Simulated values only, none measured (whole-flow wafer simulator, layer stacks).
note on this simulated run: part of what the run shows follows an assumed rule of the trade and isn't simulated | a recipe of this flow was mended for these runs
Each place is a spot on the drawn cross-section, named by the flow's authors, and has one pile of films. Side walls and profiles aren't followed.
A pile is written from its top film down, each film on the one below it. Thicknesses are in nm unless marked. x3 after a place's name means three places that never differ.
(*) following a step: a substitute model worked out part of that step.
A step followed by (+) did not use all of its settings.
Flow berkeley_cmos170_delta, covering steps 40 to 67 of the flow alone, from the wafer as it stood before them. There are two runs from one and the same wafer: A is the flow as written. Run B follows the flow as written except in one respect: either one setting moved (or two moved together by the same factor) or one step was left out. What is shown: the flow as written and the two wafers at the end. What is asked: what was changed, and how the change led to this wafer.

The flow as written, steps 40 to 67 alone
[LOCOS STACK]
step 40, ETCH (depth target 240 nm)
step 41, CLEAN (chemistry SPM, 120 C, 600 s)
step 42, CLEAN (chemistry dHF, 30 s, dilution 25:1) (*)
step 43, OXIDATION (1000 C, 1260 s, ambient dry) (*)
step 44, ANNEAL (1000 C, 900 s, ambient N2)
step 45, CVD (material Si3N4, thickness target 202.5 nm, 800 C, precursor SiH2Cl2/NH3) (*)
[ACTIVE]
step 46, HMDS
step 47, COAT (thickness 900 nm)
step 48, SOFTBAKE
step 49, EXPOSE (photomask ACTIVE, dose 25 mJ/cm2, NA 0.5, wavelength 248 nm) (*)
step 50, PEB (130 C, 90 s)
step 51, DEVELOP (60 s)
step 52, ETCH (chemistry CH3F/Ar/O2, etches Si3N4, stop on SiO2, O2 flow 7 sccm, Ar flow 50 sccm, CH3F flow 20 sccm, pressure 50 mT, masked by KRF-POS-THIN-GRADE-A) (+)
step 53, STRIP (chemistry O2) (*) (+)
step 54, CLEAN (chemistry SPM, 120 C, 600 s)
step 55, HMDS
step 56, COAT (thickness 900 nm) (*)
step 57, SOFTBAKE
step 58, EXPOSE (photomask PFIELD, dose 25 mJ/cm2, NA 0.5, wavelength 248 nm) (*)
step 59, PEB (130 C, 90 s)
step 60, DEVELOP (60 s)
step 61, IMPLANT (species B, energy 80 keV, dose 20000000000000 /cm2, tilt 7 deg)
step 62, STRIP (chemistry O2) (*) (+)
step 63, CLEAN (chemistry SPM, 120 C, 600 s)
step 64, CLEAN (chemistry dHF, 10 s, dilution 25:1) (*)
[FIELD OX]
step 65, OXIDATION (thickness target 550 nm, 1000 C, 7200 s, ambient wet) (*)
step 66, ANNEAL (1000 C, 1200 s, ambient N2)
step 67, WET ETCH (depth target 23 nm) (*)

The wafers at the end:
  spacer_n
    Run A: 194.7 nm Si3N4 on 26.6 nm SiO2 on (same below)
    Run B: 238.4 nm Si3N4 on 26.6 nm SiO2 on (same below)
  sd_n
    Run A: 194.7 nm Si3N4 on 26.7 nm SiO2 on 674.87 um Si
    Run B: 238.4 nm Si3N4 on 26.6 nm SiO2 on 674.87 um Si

The reason: step 45, CVD: thickness target 246.2 nm was run, though the flow has thickness target 202.5 nm.

Step by step, how the change led to this:
  step 45, CVD (material Si3N4, thickness target 202.5 nm, 800 C, precursor SiH2Cl2/NH3) (*)
      field, sd_n, spacer_n and 6 more: A Si3N4 gains 202.5 (new film) | B Si3N4 gains 246.2 (new film)
  step 52, ETCH (chemistry CH3F/Ar/O2, etches Si3N4, stop on SiO2, O2 flow 7 sccm, Ar flow 50 sccm, CH3F flow 20 sccm, pressure 50 mT, masked by KRF-POS-THIN-GRADE-A) (+)
      sd_n, spacer_n, gate, sd_p, spacer_p, gate_p, contact, m1: A KrF-resist loses 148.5 | B KrF-resist loses 177.6
      field: A Si3N4 loses 202.5 (all of it), SiO2 loses 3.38 | B Si3N4 loses 246.2 (all of it), SiO2 loses 3.38
  step 53, STRIP (chemistry O2) (*) (+)
      sd_n, spacer_n, gate, sd_p, spacer_p, gate_p, contact, m1: A KrF-resist loses 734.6 (all of it) | B KrF-resist loses 705.4 (all of it)
  step 56, COAT (thickness 900 nm) (*)
      sd_n: A KrF-resist gains 794.3 (new film) | B KrF-resist gains 772.2 (new film)
      sd_p: A KrF-resist gains 812.1 (new film) | B KrF-resist gains 793.8 (new film)
      (also at 2 further places)
  step 62, STRIP (chemistry O2) (*) (+)
      sd_n: A KrF-resist loses 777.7 (all of it) | B KrF-resist loses 755.6 (all of it)
      sd_p: A KrF-resist loses 795.4 (all of it) | B KrF-resist loses 777.1 (all of it)
      (also at 2 further places)
  step 65, OXIDATION (thickness target 550 nm, 1000 C, 7200 s, ambient wet) (*)
      sd_n, sd_p: A SiO2 gains 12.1 (new film), Si3N4 loses 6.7, SiO2 gains 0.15, Si loses 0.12 | B SiO2 gains 12.1 (new film), Si3N4 loses 6.7
